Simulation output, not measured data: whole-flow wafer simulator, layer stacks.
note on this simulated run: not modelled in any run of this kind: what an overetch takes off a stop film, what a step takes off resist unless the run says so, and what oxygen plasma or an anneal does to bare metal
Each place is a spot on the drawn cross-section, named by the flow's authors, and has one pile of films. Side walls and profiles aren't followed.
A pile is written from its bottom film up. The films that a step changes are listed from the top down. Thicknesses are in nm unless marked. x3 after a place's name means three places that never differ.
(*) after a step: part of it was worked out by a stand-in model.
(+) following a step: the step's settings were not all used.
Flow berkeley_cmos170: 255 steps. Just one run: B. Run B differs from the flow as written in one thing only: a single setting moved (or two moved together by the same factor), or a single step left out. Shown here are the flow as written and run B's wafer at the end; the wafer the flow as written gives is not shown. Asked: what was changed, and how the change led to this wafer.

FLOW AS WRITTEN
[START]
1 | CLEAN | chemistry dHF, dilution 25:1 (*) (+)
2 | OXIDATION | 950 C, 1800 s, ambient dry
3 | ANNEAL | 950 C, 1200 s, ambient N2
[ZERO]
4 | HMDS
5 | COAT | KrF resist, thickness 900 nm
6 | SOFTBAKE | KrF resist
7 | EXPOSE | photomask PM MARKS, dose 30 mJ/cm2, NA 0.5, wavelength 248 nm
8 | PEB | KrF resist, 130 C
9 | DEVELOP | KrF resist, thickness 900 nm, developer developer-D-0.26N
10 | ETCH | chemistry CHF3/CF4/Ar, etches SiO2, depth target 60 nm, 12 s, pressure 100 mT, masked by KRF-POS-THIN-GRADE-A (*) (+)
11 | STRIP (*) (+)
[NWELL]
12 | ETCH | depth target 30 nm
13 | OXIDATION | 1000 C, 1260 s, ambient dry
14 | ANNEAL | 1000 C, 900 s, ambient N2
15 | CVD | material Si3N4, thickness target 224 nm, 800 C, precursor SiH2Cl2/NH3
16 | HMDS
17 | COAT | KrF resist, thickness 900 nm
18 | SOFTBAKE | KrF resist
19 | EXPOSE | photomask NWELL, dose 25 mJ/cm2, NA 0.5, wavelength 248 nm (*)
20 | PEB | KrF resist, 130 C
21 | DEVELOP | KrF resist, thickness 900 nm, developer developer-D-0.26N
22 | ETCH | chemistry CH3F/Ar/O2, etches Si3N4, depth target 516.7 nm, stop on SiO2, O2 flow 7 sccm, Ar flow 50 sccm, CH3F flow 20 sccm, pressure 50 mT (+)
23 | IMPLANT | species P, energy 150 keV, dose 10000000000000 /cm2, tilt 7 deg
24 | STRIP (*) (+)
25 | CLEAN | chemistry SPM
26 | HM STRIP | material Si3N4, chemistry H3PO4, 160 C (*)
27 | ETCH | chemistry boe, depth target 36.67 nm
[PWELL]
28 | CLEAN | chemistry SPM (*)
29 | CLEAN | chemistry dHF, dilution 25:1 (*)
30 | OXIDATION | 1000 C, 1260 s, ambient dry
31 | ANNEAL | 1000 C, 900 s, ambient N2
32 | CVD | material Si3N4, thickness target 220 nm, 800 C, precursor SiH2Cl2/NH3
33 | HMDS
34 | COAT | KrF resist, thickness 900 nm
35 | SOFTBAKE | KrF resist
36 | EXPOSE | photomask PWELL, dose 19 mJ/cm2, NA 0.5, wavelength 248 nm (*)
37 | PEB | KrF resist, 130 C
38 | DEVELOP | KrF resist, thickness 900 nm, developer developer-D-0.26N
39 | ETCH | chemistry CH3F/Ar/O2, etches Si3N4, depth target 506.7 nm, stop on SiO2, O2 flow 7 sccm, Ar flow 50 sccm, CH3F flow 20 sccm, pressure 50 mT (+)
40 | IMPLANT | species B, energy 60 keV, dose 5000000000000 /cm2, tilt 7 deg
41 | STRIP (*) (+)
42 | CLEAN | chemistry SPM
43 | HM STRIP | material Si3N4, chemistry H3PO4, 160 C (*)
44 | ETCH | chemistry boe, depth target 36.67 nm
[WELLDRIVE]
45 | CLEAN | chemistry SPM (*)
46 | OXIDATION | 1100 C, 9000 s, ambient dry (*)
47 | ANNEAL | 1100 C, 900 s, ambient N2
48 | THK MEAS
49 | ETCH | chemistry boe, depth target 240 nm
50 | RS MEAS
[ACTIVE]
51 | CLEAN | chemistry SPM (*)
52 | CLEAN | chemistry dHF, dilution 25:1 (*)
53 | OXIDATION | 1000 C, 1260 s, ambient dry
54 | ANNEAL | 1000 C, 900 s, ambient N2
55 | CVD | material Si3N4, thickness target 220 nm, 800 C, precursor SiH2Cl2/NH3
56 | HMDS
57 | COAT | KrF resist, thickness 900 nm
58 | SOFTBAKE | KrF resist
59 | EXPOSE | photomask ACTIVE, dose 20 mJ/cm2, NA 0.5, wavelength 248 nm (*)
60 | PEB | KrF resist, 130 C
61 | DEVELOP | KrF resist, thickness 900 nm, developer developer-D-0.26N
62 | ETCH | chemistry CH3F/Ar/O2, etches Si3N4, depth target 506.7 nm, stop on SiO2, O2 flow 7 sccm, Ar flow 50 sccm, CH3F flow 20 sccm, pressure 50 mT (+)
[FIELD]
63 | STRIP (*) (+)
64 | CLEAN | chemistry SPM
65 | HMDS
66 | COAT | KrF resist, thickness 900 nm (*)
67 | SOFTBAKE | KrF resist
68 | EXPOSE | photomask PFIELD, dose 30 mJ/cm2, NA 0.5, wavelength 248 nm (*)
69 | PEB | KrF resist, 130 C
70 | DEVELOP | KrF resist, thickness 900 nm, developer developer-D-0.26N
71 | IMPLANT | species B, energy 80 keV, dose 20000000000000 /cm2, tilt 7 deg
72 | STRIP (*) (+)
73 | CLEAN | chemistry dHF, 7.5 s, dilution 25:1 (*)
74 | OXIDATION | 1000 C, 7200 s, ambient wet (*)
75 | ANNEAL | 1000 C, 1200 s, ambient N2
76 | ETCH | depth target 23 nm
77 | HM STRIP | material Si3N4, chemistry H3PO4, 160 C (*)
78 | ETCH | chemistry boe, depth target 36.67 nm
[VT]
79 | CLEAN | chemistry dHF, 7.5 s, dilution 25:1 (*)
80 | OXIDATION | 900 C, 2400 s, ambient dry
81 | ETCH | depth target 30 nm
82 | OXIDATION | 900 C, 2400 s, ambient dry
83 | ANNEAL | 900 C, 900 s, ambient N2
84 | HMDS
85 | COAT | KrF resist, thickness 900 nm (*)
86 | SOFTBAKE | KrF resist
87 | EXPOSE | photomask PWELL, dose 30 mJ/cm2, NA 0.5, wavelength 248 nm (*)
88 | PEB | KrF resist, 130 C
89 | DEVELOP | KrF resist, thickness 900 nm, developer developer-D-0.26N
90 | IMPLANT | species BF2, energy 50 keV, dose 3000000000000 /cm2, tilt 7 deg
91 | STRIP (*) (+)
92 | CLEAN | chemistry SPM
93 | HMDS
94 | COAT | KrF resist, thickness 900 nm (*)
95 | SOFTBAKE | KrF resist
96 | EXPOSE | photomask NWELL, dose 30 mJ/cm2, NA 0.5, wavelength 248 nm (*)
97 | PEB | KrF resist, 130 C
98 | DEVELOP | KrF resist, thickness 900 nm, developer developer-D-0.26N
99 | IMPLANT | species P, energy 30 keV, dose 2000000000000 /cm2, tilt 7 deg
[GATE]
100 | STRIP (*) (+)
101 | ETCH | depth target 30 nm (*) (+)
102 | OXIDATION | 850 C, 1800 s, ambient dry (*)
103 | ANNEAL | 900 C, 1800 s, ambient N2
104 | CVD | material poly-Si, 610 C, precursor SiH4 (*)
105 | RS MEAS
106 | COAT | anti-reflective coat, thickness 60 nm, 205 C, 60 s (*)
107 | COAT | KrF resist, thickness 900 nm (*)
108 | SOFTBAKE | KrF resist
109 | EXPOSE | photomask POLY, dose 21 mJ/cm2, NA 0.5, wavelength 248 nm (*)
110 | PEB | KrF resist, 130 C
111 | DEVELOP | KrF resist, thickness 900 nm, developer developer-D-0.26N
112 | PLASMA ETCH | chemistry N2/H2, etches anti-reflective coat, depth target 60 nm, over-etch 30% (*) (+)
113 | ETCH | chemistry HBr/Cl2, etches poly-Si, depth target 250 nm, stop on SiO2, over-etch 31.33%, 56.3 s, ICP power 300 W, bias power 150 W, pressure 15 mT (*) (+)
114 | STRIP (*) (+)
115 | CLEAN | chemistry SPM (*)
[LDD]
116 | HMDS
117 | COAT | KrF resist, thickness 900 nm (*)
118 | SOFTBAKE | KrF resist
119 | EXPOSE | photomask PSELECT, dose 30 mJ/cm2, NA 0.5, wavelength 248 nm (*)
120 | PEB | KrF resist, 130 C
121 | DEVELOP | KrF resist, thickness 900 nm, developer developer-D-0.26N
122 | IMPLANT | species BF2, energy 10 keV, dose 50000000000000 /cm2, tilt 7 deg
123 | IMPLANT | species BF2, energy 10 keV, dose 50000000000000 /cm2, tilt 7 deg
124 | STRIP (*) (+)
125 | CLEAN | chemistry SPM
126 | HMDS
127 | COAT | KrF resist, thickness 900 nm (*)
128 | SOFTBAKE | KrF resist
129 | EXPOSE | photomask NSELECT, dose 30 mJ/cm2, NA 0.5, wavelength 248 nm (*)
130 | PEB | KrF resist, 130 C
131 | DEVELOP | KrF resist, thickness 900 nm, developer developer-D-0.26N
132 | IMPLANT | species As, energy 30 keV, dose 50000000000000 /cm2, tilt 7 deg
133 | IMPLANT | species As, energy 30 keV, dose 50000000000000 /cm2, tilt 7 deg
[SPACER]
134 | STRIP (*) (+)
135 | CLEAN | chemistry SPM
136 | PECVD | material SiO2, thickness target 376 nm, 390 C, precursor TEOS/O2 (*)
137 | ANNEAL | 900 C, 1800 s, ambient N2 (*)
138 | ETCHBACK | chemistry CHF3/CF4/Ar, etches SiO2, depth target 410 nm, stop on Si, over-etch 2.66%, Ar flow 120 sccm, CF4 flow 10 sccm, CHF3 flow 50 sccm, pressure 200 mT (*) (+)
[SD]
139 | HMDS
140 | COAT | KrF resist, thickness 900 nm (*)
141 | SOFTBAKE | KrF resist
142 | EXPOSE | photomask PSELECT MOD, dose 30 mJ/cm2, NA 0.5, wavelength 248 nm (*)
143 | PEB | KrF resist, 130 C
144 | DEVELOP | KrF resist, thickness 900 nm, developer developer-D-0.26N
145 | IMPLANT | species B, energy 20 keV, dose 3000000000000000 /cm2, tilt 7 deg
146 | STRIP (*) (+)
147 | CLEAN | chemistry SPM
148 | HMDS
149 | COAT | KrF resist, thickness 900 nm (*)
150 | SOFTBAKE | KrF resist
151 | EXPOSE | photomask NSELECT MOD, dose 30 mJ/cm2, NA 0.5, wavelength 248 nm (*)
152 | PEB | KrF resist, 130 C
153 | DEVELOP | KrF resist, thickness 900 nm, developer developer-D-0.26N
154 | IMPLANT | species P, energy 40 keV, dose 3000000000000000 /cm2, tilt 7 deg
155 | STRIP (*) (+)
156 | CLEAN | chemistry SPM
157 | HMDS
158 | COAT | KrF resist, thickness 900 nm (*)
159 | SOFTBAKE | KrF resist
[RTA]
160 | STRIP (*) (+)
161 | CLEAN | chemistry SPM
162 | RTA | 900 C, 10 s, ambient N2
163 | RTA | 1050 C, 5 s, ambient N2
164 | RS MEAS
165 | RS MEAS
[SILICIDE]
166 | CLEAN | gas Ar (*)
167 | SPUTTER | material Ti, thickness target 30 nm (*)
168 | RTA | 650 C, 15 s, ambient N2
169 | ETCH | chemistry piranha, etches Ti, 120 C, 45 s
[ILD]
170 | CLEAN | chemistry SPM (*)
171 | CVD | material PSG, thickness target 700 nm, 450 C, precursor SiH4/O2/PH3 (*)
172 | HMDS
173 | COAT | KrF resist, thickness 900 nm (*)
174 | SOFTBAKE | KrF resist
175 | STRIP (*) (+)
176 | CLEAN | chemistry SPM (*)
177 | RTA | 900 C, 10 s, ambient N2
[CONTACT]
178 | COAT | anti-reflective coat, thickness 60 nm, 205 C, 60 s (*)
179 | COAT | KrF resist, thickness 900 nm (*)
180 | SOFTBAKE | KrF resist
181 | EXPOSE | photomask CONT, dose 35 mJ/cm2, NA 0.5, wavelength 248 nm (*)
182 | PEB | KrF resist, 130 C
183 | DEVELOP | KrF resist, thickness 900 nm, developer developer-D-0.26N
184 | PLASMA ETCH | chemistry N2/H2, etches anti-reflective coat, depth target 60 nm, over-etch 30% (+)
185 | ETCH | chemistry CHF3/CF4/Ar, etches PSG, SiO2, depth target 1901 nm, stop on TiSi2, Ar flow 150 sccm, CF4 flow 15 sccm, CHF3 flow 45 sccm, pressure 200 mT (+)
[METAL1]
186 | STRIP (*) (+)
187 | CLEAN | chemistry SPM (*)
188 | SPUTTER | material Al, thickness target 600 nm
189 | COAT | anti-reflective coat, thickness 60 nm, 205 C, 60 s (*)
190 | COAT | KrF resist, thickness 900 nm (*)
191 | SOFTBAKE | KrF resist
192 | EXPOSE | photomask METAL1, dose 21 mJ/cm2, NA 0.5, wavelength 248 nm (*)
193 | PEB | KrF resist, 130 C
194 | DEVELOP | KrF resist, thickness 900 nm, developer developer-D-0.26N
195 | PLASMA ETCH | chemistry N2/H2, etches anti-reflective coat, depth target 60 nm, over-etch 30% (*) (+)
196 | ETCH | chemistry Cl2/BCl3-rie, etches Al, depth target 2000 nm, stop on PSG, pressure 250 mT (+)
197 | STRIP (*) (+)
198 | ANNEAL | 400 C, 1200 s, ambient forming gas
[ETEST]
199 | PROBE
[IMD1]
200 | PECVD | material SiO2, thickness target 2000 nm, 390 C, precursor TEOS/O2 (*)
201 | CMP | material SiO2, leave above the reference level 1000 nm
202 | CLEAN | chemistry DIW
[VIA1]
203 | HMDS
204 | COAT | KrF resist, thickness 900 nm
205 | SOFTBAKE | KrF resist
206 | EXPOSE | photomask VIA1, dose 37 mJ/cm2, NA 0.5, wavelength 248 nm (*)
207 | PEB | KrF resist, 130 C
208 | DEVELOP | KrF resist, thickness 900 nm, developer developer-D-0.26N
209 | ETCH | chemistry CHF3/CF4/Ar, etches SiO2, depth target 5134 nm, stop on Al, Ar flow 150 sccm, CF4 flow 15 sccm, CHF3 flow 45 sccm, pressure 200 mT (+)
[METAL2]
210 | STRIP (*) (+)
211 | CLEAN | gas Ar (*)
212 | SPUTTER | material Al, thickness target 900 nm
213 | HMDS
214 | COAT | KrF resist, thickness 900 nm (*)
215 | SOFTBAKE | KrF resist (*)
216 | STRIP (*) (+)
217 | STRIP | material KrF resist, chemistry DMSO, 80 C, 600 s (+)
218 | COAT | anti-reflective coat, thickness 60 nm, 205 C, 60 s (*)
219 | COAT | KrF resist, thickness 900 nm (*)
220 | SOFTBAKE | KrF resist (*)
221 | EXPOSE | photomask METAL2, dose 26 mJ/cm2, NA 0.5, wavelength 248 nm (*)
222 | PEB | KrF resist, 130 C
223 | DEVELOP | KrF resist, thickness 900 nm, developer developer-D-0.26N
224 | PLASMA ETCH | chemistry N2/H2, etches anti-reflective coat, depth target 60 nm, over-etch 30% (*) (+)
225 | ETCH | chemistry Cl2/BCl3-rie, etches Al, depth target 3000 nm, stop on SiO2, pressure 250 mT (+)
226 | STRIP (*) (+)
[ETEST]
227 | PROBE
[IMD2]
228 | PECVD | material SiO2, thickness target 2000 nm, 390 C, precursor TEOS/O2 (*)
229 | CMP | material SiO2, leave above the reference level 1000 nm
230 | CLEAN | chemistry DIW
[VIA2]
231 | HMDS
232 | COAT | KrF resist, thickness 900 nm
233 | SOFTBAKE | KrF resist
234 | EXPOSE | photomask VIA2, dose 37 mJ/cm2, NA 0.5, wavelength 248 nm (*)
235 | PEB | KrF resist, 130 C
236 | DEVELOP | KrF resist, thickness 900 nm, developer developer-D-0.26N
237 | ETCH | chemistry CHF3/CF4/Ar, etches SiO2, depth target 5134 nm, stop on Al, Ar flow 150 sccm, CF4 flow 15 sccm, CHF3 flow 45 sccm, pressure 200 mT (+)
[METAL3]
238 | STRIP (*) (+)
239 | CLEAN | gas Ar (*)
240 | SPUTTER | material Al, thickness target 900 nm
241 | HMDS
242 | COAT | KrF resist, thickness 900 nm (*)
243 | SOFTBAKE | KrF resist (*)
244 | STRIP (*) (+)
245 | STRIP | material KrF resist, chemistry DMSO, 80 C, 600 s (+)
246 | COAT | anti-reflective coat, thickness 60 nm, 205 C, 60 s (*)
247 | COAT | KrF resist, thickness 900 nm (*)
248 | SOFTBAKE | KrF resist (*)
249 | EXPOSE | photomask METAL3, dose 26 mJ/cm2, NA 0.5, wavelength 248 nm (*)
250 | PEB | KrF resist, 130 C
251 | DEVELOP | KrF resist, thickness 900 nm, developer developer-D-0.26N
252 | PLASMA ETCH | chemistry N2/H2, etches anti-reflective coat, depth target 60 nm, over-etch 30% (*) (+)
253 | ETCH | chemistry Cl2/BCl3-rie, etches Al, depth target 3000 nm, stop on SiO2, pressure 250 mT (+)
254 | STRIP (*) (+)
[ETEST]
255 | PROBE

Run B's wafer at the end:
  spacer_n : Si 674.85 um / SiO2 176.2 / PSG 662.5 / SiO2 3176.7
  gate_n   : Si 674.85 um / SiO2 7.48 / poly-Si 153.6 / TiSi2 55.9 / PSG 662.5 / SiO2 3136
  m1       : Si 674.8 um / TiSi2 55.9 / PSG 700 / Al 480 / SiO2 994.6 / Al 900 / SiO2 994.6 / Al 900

What caused this: step 188, SPUTTER: thickness target 480 nm was run, while the flow as written has thickness target 600 nm.
The wafer itself shows it: m1 has Al 480, and step 188 as written asks for 600 nm.

The path from the change to this, step by step:
  188 | SPUTTER | material Al, thickness target 600 nm
      field, sd_n, spacer_n and 7 more: +480 Al (new film) (as written it would have been: +600 Al (new film))
      sd_p: +455.1 Al (new film) (as written it would have been: +573.8 Al (new film))
      (also at 1 further place)
  189 | COAT | anti-reflective coat, thickness 60 nm, 205 C, 60 s (*)
      sd_n: +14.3 anti-reflective coat (new film) (as written it would have been: +17.7 anti-reflective coat (new film))
      contact: +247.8 anti-reflective coat (new film) (as written it would have been: +261.9 anti-reflective coat (new film))
  195 | PLASMA ETCH | chemistry N2/H2, etches anti-reflective coat, depth target 60 nm, over-etch 30% (*) (+)
      sd_n: -14.3 anti-reflective coat (all of it) (as written it would have been: -17.7 anti-reflective coat (all of it))
  196 | ETCH | chemistry Cl2/BCl3-rie, etches Al, depth target 2000 nm, stop on PSG, pressure 250 mT (+)
      field, sd_n, spacer_n, gate_n, spacer_p, gate_p: -480 Al (all of it), -37.5 PSG (as written it would have been: -600 Al (all of it), -37.5 PSG)
      contact, m1, via1, m2, via2: -390 KrF resist (as written it would have been: -450 KrF resist)
      (also at 1 further place)
  197 | STRIP (*) (+)
      contact: -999 KrF resist (all of it), -247.8 anti-reflective coat (all of it) (as written it would have been: -966.1 KrF resist (all of it), -261.9 anti-reflective coat (all of it))
      m1: -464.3 KrF resist (all of it), -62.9 anti-reflective coat (all of it) (as written it would have been: -404.7 KrF resist (all of it), -63 anti-reflective coat (all of it))
      (also at 3 further places)
  201 | CMP | material SiO2, leave above the reference level 1000 nm
      spacer_n, spacer_p: -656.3 SiO2 (as written it would have been: -536.3 SiO2)
      gate_n, gate_p: -697.1 SiO2 (as written it would have been: -577.1 SiO2)
      (also at 4 further places)
